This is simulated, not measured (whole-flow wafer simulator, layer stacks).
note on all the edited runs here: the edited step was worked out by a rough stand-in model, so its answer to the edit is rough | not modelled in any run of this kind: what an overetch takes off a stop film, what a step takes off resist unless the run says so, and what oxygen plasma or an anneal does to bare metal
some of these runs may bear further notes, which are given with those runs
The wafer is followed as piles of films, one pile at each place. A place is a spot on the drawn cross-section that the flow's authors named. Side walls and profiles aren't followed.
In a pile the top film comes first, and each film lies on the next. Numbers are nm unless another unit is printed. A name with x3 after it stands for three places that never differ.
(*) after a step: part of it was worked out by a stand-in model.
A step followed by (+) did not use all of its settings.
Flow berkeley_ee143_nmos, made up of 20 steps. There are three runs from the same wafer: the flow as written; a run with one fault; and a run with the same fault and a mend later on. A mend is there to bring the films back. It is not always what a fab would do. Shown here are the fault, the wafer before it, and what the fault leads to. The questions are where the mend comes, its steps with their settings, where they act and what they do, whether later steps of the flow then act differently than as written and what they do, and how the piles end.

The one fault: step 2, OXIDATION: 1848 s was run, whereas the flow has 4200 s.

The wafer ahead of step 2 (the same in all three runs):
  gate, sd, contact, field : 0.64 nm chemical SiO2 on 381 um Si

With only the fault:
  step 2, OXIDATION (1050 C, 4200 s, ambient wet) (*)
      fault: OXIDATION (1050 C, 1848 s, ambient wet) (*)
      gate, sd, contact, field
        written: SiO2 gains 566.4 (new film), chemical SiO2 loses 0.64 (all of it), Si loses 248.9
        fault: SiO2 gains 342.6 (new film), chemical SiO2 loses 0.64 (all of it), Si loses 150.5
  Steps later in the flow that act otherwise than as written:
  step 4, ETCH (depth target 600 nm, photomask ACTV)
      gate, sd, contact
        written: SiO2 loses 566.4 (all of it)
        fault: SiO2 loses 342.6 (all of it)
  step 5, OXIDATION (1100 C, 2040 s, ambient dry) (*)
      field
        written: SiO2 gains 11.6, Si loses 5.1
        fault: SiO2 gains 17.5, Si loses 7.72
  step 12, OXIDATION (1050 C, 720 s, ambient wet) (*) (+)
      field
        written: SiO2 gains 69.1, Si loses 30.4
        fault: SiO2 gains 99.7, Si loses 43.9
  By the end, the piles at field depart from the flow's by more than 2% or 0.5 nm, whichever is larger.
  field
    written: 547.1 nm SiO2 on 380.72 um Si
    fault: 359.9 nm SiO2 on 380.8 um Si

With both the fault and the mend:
  The mend stands after step 2.
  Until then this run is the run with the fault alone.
  step 2a, OXIDATION (1050 C, 2352 s, ambient wet) (*) (the flow's step 2 again, with other settings)
      gate, sd, contact, field
        SiO2 gains 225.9, Si loses 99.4
  Later steps of the flow that are run all act as written at every place that is followed, up to a difference of at most 2% or 0.5 nm, whichever is larger.
  The piles end only slightly different from the flow's at the places that both follow, by no more than 2% or 0.5 nm, whichever is larger.
